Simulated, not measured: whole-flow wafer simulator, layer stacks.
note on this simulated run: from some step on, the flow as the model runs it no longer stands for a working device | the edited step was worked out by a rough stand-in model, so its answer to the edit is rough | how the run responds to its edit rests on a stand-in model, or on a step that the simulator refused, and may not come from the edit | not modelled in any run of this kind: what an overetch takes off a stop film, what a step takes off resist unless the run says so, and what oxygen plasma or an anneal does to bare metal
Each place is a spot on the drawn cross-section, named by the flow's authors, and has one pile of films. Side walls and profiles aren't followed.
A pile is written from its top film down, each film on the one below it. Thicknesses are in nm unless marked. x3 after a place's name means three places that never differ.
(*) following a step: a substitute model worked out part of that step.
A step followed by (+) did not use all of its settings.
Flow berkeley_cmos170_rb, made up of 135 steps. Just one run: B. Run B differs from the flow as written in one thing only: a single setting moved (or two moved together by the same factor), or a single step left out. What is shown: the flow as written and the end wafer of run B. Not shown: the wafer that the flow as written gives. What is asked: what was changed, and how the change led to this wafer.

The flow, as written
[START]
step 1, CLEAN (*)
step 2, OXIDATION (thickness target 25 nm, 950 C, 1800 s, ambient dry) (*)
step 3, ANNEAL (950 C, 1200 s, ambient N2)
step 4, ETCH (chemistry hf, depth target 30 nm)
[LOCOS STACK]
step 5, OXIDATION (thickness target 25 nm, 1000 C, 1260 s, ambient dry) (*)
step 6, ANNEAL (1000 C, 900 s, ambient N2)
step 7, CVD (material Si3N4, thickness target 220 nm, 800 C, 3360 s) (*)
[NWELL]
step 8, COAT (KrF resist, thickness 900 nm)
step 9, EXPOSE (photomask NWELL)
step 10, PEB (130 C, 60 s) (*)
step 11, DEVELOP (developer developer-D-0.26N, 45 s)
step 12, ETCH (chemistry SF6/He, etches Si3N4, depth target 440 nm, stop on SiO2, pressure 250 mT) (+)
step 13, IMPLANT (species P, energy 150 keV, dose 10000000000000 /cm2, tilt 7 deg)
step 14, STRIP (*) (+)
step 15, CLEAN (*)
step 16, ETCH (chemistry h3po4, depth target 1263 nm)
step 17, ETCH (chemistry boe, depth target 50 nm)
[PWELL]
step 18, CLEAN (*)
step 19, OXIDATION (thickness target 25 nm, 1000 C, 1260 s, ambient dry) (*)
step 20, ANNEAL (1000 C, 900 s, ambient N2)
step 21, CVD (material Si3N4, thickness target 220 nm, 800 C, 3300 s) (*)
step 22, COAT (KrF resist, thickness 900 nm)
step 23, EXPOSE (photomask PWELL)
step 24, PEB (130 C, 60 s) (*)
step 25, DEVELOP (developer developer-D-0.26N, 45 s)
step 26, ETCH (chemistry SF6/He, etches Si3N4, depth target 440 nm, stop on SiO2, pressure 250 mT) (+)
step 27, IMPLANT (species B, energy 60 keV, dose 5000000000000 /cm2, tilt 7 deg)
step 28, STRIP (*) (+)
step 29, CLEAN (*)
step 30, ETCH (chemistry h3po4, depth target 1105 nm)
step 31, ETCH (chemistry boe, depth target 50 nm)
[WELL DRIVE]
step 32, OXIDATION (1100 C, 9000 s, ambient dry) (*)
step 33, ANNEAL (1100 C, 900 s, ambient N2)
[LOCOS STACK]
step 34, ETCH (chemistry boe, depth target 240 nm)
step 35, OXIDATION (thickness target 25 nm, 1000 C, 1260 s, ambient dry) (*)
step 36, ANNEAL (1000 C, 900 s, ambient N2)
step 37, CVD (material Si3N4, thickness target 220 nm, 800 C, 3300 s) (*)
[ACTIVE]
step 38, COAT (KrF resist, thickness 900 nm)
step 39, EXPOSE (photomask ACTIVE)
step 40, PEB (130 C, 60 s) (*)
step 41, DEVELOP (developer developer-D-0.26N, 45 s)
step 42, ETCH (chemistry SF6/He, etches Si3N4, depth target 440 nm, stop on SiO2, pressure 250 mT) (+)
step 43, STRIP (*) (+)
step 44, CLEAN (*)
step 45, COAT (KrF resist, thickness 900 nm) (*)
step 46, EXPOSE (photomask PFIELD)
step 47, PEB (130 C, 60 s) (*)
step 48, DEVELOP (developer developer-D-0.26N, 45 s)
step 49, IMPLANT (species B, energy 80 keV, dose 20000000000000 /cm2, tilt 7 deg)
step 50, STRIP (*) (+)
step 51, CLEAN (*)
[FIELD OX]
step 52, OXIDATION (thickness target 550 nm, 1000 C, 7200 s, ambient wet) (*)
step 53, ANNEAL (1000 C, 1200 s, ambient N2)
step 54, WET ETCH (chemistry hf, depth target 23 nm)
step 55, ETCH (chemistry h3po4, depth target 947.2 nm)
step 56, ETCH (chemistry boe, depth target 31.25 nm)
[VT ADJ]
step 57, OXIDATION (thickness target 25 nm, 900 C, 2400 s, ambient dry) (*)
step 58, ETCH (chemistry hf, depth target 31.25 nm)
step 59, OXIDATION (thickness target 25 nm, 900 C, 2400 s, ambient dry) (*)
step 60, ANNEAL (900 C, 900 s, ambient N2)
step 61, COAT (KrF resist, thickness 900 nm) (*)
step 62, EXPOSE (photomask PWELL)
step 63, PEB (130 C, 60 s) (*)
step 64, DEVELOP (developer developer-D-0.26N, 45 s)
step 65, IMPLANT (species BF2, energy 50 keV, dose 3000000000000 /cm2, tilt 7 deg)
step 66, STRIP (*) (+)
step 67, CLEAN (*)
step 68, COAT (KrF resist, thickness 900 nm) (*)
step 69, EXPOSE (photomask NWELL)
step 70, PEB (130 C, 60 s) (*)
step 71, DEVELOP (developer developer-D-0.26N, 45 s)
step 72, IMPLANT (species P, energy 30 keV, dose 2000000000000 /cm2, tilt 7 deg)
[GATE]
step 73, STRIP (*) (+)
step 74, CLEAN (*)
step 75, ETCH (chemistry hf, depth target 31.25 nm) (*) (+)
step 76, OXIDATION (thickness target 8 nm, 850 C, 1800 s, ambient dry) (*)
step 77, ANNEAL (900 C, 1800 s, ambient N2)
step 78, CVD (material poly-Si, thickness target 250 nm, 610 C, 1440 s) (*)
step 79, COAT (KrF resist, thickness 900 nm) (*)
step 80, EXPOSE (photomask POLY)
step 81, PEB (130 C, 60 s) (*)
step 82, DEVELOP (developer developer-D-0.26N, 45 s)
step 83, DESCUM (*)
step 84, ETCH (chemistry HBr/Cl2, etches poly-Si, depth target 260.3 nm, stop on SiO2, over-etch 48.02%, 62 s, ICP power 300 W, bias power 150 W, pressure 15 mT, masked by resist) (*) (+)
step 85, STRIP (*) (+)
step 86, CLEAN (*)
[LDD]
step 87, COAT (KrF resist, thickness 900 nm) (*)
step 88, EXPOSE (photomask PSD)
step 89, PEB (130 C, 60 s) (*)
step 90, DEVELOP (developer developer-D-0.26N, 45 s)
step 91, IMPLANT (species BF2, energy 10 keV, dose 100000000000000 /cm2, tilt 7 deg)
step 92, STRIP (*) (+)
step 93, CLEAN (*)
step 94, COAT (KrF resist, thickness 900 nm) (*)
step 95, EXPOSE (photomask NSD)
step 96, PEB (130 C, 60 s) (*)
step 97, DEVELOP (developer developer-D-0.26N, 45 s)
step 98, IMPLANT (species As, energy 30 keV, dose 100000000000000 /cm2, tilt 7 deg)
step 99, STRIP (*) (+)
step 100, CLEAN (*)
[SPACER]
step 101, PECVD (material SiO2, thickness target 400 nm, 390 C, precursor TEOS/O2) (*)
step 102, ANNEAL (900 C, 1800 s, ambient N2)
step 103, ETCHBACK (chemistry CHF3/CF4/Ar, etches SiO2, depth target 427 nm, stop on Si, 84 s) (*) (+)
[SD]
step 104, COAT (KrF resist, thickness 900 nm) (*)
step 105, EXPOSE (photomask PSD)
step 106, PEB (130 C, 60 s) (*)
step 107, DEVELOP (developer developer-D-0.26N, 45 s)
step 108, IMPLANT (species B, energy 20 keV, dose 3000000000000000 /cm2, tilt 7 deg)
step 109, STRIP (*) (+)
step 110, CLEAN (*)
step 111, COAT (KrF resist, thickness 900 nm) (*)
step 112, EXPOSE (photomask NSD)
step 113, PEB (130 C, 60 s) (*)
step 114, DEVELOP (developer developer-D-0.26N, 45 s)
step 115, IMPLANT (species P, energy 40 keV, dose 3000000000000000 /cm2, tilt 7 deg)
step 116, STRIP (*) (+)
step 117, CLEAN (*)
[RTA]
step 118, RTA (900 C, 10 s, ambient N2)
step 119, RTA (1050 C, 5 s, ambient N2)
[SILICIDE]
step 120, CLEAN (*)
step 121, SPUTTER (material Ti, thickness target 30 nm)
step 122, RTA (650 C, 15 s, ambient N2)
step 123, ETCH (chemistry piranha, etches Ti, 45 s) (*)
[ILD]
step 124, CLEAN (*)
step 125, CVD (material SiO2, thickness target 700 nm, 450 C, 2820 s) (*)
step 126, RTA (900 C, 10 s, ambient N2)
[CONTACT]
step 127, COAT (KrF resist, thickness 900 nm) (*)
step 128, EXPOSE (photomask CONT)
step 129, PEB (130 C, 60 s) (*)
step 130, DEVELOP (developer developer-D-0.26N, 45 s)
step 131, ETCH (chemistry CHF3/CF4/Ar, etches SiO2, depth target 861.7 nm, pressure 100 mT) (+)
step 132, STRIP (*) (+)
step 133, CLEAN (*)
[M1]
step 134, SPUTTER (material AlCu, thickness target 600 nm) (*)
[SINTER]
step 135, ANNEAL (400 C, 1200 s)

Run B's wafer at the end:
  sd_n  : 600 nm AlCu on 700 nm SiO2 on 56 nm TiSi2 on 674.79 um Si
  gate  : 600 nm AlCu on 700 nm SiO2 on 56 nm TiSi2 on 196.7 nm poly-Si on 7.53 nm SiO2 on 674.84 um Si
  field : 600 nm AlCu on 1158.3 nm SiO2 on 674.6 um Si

What caused this: step 5, OXIDATION: 1100 C was run, whereas the flow has 1000 C.

Step by step, how the change led to this:
  step 5, OXIDATION (thickness target 25 nm, 1000 C, 1260 s, ambient dry) (*)
      field, sd_n, spacer_n and 6 more: SiO2 gains 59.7 (new film), Si loses 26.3 (it would be, as written: SiO2 gains 26.6 (new film), Si loses 11.7)
  step 17, ETCH (chemistry boe, depth target 50 nm)
      field, sd_n, spacer_n and 6 more: SiO2 loses 50 (it would be, as written: SiO2 loses 26.6 (all of it))
  step 19, OXIDATION (thickness target 25 nm, 1000 C, 1260 s, ambient dry) (*)
      field, sd_n, spacer_n and 6 more: SiO2 gains 20.3, Si loses 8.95 (it would be, as written: SiO2 gains 26.6 (new film), Si loses 11.7)
  step 31, ETCH (chemistry boe, depth target 50 nm)
      field, sd_n, spacer_n and 6 more: SiO2 loses 30 (all of it) (it would be, as written: SiO2 loses 26.6 (all of it))
